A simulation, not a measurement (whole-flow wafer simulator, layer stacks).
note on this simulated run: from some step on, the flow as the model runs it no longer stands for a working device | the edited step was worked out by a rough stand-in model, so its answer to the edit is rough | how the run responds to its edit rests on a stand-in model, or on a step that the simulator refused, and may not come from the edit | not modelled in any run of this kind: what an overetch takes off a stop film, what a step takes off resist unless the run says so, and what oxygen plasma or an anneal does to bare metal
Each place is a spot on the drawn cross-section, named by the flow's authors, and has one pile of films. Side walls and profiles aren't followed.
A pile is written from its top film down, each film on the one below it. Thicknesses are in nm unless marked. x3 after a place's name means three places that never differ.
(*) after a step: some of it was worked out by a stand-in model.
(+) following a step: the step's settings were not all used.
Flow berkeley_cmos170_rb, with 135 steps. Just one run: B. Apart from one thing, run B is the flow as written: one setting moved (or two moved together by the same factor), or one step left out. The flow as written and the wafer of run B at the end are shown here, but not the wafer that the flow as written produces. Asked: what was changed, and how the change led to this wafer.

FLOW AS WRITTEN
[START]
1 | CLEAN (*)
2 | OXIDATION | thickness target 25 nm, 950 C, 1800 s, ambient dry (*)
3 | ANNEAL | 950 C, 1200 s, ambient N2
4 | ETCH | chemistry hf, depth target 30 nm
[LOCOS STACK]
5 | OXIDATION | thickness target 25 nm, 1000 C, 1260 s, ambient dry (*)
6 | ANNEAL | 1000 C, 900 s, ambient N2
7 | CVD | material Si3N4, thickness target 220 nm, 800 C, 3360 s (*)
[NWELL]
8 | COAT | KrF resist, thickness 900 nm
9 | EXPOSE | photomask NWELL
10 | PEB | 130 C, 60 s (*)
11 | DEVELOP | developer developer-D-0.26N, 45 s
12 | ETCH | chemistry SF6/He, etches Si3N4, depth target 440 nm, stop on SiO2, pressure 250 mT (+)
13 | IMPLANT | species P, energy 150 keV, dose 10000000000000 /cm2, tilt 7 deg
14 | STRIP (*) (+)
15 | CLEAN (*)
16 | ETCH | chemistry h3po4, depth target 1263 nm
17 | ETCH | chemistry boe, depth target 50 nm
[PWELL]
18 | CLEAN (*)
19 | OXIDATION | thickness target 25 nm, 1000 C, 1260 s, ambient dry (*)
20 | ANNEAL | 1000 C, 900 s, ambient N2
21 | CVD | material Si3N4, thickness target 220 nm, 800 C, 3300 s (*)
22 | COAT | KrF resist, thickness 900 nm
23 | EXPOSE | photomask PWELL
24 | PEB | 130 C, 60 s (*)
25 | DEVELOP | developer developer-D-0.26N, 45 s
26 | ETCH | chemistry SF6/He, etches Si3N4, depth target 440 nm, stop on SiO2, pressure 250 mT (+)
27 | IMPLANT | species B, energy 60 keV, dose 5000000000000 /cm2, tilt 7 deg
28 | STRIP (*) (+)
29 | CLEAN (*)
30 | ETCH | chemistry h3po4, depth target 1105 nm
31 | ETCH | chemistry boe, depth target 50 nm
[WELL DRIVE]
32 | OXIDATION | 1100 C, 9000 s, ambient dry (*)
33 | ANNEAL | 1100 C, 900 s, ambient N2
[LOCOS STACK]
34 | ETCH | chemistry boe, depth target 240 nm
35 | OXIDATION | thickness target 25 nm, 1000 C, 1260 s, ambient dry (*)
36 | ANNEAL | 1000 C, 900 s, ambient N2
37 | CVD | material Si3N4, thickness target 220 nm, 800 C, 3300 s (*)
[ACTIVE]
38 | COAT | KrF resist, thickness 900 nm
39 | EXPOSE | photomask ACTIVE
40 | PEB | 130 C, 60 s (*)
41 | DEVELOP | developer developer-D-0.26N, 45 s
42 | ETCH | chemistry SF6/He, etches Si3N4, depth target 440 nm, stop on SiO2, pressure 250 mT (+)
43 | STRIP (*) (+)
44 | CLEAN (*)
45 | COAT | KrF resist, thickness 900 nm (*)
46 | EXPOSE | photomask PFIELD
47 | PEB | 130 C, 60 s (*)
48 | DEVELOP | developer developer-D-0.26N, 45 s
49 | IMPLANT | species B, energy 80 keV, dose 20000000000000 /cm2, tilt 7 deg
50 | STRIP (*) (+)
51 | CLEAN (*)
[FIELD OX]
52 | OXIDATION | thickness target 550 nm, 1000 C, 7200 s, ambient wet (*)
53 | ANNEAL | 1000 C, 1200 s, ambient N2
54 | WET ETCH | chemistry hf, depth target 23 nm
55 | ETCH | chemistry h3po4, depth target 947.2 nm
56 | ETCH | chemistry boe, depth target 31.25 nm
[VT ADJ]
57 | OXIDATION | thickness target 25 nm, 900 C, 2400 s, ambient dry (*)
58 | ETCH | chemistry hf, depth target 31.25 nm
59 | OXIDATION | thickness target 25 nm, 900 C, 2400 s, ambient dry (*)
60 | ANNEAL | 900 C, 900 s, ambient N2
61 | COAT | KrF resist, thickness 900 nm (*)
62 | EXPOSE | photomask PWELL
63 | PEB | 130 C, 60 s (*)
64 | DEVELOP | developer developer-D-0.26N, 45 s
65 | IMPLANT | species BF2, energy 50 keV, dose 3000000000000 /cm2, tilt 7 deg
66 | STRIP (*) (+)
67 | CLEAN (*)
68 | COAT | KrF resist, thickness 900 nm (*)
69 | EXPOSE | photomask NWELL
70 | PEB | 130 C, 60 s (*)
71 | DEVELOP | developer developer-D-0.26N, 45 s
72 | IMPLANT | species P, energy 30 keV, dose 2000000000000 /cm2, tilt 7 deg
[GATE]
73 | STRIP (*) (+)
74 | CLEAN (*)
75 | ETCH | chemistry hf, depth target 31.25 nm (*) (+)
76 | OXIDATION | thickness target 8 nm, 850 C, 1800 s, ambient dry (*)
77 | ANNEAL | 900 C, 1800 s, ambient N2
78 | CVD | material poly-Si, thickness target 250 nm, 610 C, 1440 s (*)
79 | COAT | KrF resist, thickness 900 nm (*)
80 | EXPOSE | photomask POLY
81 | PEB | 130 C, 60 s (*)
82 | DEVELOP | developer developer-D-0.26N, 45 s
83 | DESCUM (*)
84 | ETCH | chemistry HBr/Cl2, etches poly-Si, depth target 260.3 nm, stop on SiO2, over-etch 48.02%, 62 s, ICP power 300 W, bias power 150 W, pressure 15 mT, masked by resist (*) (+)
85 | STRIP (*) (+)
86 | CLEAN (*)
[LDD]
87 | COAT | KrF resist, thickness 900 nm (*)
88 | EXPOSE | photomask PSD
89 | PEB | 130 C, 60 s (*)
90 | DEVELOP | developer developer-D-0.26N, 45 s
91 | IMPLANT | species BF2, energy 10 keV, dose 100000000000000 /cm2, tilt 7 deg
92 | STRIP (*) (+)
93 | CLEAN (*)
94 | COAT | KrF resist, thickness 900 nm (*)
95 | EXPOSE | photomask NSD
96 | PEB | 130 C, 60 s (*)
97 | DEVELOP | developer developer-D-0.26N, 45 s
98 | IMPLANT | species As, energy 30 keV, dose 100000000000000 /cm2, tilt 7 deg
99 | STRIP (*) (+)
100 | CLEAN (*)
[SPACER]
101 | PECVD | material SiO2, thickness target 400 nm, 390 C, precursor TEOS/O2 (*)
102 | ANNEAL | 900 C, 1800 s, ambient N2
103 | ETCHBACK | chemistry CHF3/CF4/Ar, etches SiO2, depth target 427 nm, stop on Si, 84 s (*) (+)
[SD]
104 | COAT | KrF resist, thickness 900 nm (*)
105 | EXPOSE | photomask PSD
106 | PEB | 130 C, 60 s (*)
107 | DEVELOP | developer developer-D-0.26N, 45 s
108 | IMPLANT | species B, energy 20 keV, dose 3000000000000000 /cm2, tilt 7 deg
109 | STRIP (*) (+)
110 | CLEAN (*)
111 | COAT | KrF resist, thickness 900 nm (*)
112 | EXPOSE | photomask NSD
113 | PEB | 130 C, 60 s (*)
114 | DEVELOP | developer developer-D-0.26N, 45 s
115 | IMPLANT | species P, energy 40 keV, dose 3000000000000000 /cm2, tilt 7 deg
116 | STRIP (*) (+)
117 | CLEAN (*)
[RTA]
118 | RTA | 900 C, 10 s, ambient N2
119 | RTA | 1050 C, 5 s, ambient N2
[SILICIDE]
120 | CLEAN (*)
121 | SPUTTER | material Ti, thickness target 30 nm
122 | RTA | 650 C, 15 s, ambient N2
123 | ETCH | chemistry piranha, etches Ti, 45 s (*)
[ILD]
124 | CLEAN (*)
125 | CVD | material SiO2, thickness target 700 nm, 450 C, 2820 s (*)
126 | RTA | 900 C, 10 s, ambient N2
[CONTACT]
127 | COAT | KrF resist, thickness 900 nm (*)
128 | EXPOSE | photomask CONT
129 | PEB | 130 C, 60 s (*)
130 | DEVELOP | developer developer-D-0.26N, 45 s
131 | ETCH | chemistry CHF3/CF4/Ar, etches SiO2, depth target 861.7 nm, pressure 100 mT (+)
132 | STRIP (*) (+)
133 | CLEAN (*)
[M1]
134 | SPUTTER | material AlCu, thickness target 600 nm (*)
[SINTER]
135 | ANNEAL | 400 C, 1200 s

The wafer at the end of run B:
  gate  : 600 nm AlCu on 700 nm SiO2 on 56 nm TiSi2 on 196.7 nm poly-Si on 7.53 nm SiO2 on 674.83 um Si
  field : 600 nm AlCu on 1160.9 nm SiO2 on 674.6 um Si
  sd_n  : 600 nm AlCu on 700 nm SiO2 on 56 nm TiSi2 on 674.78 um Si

What caused this: step 32, OXIDATION: 13500 s was run, though the flow has 9000 s.

The path from the change to this, step by step:
  32 | OXIDATION | 1100 C, 9000 s, ambient dry (*)
      field, sd_n, spacer_n and 6 more: SiO2 gains 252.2 (new film), Si loses 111 (in the flow as written it would be: SiO2 gains 197.6 (new film), Si loses 86.9)
  34 | ETCH | chemistry boe, depth target 240 nm
      field, sd_n, spacer_n and 6 more: SiO2 loses 240 (in the flow as written it would be: SiO2 loses 197.6 (all of it))
  35 | OXIDATION | thickness target 25 nm, 1000 C, 1260 s, ambient dry (*)
      field, sd_n, spacer_n and 6 more: SiO2 gains 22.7, Si loses 10 (in the flow as written it would be: SiO2 gains 26.6 (new film), Si loses 11.7)
  52 | OXIDATION | thickness target 550 nm, 1000 C, 7200 s, ambient wet (*)
      gate: SiO2 gains 12.9 (new film), Si3N4 loses 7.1 (in the flow as written it would be: SiO2 gains 12.9 (new film), Si3N4 loses 7.1, SiO2 gains 0.08, Si loses 0.08)
      sd_n: SiO2 gains 12.9 (new film), Si3N4 loses 7.1, SiO2 gains 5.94, Si loses 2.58 (in the flow as written it would be: SiO2 gains 12.9 (new film), Si3N4 loses 7.1, SiO2 gains 2.22, Si loses 0.84)
      (and at 2 other places as well)
  56 | ETCH | chemistry boe, depth target 31.25 nm
      spacer_n, gate, sd_p, spacer_p, gate_p, contact: SiO2 loses 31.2 (in the flow as written it would be: SiO2 loses 26.6 (all of it))
      sd_n: SiO2 loses 31.2 (in the flow as written it would be: SiO2 loses 28.8 (all of it))
      (and at 1 other place as well)
  57 | OXIDATION | thickness target 25 nm, 900 C, 2400 s, ambient dry (*)
      spacer_n, gate, sd_p, spacer_p, gate_p, contact: SiO2 gains 13, Si loses 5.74 (in the flow as written it would be: SiO2 gains 15 (new film), Si loses 6.62)
      sd_n: SiO2 gains 12.1, Si loses 5.33 (in the flow as written it would be: SiO2 gains 15 (new film), Si loses 6.62)
      (and at 1 other place as well)
  58 | ETCH | chemistry hf, depth target 31.25 nm
      spacer_n, gate, spacer_p, gate_p, contact: SiO2 loses 16.8 (all of it) (in the flow as written it would be: SiO2 loses 15 (all of it))
      sd_n: SiO2 loses 21.8 (all of it) (in the flow as written it would be: SiO2 loses 15 (all of it))
      (and at 2 other places as well)
